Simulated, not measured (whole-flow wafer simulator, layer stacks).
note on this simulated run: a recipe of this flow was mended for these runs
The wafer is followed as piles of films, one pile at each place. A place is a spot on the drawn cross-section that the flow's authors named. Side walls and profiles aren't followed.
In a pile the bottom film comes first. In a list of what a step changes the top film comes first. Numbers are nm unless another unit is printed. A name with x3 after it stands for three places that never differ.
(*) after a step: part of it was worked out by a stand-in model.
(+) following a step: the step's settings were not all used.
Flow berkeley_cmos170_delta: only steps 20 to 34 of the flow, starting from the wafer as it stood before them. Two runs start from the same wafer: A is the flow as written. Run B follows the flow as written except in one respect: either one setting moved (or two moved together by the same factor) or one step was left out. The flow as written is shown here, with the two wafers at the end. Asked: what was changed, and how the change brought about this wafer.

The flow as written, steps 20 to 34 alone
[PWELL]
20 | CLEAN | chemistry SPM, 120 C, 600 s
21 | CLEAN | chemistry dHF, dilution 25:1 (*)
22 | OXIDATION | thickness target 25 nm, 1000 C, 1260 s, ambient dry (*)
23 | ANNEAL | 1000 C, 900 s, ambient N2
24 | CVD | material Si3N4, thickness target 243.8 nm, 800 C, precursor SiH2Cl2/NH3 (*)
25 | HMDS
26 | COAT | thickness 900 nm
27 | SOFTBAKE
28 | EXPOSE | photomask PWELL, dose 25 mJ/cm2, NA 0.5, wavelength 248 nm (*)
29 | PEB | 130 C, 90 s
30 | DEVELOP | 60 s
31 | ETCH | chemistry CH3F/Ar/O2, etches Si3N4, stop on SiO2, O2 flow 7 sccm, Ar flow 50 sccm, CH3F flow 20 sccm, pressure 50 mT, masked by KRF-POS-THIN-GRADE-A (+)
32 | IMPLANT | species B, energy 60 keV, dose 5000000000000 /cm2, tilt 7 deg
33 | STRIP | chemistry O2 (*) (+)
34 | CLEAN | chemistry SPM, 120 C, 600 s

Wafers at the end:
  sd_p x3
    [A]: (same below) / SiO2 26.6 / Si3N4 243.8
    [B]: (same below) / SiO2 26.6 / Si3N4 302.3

The reason: step 24, CVD: thickness target 302.3 nm was run, whereas the flow has thickness target 243.8 nm.
The wafer itself shows it: sd_p x3 has Si3N4 302.3, and step 24 as written asks for 243.8 nm.

How this came from the change, step by step:
  24 | CVD | material Si3N4, thickness target 243.8 nm, 800 C, precursor SiH2Cl2/NH3 (*)
      field x6, sd_p x3: A Si3N4 gains 243.8 (new film) | B Si3N4 gains 302.3 (new film)
  31 | ETCH | chemistry CH3F/Ar/O2, etches Si3N4, stop on SiO2, O2 flow 7 sccm, Ar flow 50 sccm, CH3F flow 20 sccm, pressure 50 mT, masked by KRF-POS-THIN-GRADE-A (+)
      field x6: A Si3N4 loses 243.8 (all of it), SiO2 loses 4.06 | B Si3N4 loses 302.3 (all of it), SiO2 loses 4.06
      sd_p x3: A KrF-resist loses 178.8 | B KrF-resist loses 217.8
  33 | STRIP | chemistry O2 (*) (+)
      sd_p x3: A KrF-resist loses 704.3 (all of it) | B KrF-resist loses 665.3 (all of it)
